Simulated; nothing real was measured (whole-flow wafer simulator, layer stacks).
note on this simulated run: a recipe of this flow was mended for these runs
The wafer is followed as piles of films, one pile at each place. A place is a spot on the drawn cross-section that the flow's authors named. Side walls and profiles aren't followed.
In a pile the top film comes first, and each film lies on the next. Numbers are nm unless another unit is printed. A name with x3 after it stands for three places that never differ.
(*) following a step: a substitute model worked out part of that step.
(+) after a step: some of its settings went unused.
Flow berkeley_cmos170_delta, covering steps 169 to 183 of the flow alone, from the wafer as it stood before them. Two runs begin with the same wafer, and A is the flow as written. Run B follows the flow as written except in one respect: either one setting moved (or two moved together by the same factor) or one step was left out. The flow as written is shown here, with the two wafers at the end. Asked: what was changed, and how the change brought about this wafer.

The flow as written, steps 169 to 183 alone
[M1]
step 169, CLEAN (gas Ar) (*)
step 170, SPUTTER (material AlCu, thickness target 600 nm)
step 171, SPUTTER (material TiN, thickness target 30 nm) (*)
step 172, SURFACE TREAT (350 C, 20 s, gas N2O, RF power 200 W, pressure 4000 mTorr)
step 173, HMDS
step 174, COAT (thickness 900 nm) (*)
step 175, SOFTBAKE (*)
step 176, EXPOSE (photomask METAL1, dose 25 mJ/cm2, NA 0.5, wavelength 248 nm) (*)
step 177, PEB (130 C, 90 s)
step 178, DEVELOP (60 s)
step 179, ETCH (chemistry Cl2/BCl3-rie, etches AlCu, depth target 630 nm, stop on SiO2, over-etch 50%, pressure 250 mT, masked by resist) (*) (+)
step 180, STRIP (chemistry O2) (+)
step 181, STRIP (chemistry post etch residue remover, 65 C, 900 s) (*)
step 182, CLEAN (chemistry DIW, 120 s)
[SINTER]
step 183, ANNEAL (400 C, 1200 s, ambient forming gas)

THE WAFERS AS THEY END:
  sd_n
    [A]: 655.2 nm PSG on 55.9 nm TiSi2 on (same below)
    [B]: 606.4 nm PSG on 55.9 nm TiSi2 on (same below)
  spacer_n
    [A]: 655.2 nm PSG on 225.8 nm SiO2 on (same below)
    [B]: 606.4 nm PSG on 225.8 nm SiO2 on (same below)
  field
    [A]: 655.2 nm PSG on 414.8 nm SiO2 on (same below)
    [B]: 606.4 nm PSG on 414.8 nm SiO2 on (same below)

The reason: step 170, SPUTTER: thickness target 210 nm was run, whereas the flow has thickness target 600 nm.

How this came from the change, step by step:
  step 170, SPUTTER (material AlCu, thickness target 600 nm)
      field, sd_n, spacer_n, gate, spacer_p, gate_p, m1: A +600 AlCu (new film) | B +210 AlCu (new film)
      sd_p: A +539.5 AlCu (new film) | B +185 AlCu (new film)
      (as well as at 1 more place)
  step 171, SPUTTER (material TiN, thickness target 30 nm) (*)
      sd_p: A +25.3 TiN (new film) | B +25.9 TiN (new film)
      contact: A +16.3 TiN (new film) | B +19.7 TiN (new film)
  step 174, COAT (thickness 900 nm) (*)
      sd_p: A +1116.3 KrF-resist (new film) | B +1086.6 KrF-resist (new film)
      contact: A +1720.2 KrF-resist (new film) | B +1600.1 KrF-resist (new film)
  step 178, DEVELOP (60 s)
      sd_p: A -1113.7 KrF-resist (all of it) | B -1084.1 KrF-resist (all of it)
  step 179, ETCH (chemistry Cl2/BCl3-rie, etches AlCu, depth target 630 nm, stop on SiO2, over-etch 50%, pressure 250 mT, masked by resist) (*) (+)
      field, sd_n, spacer_n, gate, spacer_p, gate_p: A -30 TiN (all of it), -600 AlCu (all of it), -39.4 PSG | B -30 TiN (all of it), -210 AlCu (all of it), -88.1 PSG
      sd_p: A -25.3 TiN (all of it), -539.5 AlCu (all of it), -47.5 PSG | B -25.9 TiN (all of it), -185 AlCu (all of it), -91.8 PSG
  step 180, STRIP (chemistry O2) (+)
      contact: A -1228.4 KrF-resist (all of it) | B -1108.7 KrF-resist (all of it)
